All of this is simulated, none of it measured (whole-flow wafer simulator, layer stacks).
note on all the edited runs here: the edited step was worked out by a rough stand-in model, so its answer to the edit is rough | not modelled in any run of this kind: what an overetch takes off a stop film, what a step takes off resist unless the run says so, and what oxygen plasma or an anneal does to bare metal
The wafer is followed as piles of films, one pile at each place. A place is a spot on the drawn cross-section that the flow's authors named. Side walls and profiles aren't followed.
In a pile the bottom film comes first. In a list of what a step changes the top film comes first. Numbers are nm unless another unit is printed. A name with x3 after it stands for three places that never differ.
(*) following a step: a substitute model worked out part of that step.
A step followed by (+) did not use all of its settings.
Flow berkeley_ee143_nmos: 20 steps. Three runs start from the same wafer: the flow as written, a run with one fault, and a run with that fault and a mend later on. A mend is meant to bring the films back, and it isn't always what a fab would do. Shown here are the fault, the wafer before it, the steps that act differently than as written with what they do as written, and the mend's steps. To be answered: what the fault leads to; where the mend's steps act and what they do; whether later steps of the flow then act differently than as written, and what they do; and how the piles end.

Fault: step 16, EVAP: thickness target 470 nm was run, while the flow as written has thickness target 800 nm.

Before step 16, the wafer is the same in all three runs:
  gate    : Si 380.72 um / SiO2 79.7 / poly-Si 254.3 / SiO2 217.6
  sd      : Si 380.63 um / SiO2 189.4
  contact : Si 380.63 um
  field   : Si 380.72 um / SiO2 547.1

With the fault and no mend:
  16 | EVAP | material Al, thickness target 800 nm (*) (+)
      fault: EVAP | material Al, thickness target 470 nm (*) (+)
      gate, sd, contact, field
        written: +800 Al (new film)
        fault: +470 Al (new film)
  Later steps of the flow acting differently than as written:
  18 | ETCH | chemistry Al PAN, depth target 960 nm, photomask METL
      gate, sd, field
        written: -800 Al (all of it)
        fault: -470 Al (all of it)
  At contact, the piles at the end differ from the flow's by more than 2% or 0.5 nm, whichever is larger.
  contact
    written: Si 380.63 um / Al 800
    fault: Si 380.63 um / Al 470

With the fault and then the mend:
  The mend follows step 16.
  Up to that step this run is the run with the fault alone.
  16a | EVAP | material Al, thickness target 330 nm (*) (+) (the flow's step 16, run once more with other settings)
      gate, sd, contact, field
        +330 Al
  Every later step of the flow that is run acts as written at every place that is followed.
  The piles end the same as the flow's at every place that both follow.
